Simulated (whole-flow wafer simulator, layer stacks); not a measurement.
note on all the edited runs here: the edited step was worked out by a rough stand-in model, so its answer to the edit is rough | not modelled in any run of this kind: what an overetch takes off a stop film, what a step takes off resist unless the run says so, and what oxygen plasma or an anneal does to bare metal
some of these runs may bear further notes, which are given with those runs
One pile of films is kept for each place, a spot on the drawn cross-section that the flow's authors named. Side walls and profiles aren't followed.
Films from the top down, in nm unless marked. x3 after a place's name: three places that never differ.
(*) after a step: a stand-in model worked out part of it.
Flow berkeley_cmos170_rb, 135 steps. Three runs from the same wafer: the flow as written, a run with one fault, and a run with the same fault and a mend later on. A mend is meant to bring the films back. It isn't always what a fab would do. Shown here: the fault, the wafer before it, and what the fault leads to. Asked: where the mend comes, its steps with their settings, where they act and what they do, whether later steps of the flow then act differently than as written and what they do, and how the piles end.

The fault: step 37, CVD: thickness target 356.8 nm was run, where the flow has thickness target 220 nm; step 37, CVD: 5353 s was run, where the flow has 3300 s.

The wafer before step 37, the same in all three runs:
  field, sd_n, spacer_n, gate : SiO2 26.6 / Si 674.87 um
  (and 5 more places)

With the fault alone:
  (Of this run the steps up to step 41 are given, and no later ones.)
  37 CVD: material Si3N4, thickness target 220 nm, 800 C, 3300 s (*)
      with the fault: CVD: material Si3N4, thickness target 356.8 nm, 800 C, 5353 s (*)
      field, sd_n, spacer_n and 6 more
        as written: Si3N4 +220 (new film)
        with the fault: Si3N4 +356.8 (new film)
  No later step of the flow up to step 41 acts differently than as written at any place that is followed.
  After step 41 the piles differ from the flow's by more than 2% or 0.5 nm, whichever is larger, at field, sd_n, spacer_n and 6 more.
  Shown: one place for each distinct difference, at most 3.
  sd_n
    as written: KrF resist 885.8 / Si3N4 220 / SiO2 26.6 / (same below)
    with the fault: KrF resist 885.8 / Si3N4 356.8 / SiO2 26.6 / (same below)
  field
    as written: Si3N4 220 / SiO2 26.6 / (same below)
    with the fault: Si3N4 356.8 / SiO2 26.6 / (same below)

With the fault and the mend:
  The mend comes after step 37.
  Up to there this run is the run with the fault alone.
  37a ETCH: chemistry h3po4, depth target 136.8 nm (the flow's step 30 once more, with other settings)
      field, sd_n, spacer_n and 6 more
        Si3N4 -136.8
  No later step of the flow acts differently than as written at any place that is followed.
  At the end the piles are the same as the flow's at every place that both follow.
